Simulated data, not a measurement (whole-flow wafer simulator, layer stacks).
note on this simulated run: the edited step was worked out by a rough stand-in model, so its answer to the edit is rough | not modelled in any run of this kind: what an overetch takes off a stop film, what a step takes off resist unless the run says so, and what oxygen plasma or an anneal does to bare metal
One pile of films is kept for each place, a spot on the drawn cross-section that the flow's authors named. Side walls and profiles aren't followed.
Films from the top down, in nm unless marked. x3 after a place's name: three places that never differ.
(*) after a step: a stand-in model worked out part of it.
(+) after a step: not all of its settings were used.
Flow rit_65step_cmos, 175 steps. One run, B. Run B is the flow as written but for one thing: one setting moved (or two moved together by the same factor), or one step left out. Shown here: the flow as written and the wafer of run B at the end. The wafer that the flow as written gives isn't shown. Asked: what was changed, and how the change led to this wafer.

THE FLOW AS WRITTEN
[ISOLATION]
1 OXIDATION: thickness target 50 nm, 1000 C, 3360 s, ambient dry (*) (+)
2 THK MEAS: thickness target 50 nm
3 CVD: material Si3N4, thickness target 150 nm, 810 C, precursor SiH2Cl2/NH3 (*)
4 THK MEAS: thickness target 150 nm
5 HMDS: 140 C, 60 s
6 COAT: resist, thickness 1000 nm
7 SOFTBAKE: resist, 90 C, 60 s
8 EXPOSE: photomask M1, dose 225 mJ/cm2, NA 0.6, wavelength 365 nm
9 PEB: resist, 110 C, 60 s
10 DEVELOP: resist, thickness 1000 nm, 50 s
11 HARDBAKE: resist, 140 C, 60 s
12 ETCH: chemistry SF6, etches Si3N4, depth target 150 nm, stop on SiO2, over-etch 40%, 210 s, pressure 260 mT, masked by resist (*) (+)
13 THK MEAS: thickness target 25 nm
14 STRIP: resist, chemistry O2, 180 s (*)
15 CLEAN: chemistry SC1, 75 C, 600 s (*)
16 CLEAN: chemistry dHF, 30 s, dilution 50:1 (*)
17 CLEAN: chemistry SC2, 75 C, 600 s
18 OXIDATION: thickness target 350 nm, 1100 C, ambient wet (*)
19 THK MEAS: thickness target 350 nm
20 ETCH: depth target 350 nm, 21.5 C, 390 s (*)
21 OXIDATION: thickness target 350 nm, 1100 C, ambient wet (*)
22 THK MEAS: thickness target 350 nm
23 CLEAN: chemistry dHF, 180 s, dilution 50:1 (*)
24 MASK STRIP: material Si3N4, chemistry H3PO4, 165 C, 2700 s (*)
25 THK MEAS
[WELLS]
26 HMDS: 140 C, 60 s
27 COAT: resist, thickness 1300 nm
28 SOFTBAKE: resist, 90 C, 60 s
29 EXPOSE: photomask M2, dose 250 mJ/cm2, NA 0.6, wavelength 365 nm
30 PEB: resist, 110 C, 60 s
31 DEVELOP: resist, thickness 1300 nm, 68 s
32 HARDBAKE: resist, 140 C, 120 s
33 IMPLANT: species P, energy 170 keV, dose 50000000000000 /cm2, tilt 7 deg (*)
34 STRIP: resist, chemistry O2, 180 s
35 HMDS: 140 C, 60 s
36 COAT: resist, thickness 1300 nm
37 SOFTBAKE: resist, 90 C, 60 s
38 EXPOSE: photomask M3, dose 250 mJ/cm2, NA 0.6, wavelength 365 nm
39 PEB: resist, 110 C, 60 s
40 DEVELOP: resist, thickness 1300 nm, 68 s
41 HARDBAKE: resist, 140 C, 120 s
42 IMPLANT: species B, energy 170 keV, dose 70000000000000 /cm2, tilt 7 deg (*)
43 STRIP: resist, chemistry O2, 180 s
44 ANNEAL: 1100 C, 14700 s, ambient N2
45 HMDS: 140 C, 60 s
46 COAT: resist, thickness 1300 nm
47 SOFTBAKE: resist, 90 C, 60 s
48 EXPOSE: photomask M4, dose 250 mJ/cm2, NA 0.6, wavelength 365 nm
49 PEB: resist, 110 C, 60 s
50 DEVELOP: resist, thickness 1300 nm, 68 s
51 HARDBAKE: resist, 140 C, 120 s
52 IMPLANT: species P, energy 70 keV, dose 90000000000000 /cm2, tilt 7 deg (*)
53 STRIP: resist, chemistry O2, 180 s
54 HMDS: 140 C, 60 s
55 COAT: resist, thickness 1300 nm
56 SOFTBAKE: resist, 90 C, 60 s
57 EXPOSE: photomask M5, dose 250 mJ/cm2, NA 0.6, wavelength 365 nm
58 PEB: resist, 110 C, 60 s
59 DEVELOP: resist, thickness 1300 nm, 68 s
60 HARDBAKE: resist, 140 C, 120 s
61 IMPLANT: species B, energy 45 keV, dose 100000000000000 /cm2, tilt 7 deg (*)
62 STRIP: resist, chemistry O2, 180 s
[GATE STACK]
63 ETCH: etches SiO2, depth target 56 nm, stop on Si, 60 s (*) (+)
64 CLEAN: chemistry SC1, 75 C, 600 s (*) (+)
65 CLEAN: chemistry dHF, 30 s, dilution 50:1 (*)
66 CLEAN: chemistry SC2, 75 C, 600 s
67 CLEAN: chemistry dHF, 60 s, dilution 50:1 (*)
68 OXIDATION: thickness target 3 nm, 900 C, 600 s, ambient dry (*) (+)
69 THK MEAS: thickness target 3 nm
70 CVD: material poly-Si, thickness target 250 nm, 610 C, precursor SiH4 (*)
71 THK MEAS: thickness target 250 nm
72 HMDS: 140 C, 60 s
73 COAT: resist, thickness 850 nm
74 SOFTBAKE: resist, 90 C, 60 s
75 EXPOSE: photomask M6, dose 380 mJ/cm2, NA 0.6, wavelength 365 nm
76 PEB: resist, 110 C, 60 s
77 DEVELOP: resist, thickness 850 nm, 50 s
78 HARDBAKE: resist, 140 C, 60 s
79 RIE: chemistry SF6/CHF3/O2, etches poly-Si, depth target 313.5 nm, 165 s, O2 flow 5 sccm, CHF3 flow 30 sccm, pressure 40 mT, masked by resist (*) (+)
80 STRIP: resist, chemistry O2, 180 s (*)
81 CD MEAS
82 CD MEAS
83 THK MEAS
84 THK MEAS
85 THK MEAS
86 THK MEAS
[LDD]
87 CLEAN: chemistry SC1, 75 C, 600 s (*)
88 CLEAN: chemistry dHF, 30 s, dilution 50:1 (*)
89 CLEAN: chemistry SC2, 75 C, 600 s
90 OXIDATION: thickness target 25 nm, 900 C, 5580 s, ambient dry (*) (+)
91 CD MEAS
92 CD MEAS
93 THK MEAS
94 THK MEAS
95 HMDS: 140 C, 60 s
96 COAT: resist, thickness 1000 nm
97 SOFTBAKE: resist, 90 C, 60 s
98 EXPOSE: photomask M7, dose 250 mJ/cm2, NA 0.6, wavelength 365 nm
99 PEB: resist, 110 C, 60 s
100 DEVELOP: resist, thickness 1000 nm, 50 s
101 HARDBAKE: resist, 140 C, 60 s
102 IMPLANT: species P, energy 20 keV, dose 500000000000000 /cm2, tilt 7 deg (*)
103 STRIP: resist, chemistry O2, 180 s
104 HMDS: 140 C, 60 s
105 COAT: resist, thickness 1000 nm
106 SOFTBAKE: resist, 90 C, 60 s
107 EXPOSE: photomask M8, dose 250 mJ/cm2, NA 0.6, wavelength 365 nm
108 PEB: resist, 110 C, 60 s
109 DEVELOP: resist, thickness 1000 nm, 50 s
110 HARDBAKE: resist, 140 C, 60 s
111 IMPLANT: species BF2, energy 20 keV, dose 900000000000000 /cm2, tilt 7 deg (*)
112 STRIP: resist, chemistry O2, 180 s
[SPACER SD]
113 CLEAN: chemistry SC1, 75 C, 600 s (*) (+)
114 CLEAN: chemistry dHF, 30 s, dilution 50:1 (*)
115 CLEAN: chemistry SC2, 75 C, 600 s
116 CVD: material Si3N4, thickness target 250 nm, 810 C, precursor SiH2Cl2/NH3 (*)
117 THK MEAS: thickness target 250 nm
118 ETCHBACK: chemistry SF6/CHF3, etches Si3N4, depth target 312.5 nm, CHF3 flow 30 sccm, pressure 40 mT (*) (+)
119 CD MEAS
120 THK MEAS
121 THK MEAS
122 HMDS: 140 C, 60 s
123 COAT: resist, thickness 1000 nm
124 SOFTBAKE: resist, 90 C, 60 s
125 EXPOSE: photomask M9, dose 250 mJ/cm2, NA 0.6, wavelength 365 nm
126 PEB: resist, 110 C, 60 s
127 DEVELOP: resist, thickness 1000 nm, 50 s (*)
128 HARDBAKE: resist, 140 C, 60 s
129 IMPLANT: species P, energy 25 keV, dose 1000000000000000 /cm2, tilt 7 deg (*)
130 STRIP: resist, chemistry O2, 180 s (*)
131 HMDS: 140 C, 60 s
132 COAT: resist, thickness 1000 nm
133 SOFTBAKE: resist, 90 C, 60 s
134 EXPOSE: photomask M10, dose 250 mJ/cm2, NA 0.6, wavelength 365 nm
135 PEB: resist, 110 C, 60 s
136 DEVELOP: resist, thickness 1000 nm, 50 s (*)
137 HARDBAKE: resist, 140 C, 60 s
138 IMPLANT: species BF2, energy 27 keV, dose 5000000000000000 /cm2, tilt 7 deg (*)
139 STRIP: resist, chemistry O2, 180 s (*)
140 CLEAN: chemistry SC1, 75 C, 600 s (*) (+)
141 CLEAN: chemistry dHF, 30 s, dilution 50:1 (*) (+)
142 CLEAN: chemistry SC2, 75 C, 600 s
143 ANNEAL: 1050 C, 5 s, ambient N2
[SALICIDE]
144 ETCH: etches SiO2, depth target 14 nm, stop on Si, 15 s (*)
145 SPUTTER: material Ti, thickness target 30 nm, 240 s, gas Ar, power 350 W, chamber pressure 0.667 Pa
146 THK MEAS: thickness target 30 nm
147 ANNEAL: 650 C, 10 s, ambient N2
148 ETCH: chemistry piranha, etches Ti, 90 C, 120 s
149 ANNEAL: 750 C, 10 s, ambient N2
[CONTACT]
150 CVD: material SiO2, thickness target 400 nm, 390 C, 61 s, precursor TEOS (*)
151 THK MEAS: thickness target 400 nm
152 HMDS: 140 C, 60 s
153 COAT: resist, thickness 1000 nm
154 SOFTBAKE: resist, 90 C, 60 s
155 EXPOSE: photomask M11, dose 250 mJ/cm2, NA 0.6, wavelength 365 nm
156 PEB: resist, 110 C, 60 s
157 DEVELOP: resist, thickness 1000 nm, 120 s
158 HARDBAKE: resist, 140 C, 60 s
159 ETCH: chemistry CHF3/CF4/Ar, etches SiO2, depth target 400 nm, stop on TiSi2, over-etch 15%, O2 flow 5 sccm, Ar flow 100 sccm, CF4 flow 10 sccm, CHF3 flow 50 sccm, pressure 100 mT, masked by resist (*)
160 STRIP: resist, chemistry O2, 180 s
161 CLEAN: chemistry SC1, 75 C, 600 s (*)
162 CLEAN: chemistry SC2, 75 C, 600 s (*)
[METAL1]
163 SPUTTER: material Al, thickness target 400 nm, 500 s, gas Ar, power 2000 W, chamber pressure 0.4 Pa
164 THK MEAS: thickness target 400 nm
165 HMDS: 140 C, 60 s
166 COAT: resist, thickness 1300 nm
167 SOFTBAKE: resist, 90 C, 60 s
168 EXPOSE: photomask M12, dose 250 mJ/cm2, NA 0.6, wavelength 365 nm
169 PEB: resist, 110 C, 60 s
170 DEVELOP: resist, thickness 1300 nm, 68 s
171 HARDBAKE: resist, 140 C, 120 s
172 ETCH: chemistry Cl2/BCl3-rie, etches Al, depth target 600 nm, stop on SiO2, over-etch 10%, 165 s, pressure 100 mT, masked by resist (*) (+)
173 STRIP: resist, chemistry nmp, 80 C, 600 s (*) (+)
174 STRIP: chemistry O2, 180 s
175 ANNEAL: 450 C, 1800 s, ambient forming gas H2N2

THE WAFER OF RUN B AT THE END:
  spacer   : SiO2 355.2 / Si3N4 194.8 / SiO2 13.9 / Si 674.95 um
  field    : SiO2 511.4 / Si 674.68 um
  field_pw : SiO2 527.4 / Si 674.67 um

The cause: step 172, ETCH: depth target 660 nm was run, where the flow has depth target 600 nm.

How the change led to this, step by step:
  172 ETCH: chemistry Cl2/BCl3-rie, etches Al, depth target 600 nm, stop on SiO2, over-etch 10%, 165 s, pressure 100 mT, masked by resist (*) (+)
      field, field_pw, field_p, spacer, spacer_p: Al -400 (all of it), SiO2 -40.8 (as written it would be: Al -400 (all of it), SiO2 -32.5)
      gate_n, gate_p: Al -396 (all of it), SiO2 -41.3 (as written it would be: Al -396 (all of it), SiO2 -33)
      (and at 1 more place)
